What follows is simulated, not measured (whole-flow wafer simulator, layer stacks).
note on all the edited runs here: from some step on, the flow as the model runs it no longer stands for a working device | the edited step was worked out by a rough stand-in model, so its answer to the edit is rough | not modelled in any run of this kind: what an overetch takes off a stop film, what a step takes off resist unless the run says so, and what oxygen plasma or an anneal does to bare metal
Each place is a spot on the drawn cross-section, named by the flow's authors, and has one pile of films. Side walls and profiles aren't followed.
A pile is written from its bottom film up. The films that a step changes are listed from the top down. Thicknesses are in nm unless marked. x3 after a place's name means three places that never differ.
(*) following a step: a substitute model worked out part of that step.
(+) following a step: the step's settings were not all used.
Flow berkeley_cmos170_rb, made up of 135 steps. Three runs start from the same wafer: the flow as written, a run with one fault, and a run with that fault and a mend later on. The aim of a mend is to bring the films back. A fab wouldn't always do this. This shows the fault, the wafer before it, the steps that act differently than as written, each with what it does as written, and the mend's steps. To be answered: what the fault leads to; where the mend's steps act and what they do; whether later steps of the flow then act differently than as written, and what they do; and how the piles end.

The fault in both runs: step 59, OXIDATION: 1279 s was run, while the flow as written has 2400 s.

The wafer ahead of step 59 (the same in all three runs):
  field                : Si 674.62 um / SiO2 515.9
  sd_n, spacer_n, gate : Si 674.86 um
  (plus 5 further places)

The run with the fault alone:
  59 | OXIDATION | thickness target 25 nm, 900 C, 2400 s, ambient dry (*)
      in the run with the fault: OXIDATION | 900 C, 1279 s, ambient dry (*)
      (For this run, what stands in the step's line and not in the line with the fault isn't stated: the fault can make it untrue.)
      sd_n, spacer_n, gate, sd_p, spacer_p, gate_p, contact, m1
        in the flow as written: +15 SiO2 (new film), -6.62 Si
        in the run with the fault: +10.1 SiO2 (new film), -4.45 Si
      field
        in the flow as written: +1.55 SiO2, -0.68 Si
        in the run with the fault: +0.82 SiO2, -0.36 Si
  Steps later in the flow that act otherwise than as written (30 more steps, not shown, differ only slightly: by at most 2% or 0.5 nm, whichever is larger):
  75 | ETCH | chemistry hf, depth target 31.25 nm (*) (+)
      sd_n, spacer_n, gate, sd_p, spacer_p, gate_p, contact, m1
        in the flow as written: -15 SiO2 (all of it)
        in the run with the fault: -10.1 SiO2 (all of it)
  At the end the piles are close to the flow's at the places that both follow, differing by at most 2% or 0.5 nm, whichever is larger.

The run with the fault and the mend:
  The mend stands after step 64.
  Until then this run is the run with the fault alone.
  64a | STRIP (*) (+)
      sd_p
        -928 KrF resist (all of it)
      spacer_p
        -911.2 KrF resist (all of it)
      gate_p
        -910.3 KrF resist (all of it)
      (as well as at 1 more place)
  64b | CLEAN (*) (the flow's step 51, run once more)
      leaves every film unchanged at each place that is followed
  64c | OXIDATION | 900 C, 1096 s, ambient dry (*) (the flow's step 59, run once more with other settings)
      sd_n, spacer_n, gate, sd_p, spacer_p, gate_p, contact, m1
        +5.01 SiO2, -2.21 Si
      field
        +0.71 SiO2, -0.31 Si
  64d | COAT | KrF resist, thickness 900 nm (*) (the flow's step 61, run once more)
      field
        +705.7 KrF resist (new film)
      sd_n
        +957.4 KrF resist (new film)
      spacer_n
        +924.9 KrF resist (new film)
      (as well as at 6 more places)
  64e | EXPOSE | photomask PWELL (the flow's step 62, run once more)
      leaves every film unchanged at each place that is followed
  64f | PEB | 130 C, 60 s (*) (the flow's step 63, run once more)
      leaves every film unchanged at each place that is followed
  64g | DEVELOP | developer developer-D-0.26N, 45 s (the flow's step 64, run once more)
      sd_p, spacer_p, gate_p, m1
        -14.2 KrF resist
      field
        -705.7 KrF resist (all of it)
      sd_n
        -957.4 KrF resist (all of it)
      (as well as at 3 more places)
  Later steps of the flow that are run all act as written at every place that is followed, up to a difference of at most 2% or 0.5 nm, whichever is larger.
  At the end the piles are close to the flow's at the places that both follow, differing by at most 2% or 0.5 nm, whichever is larger.
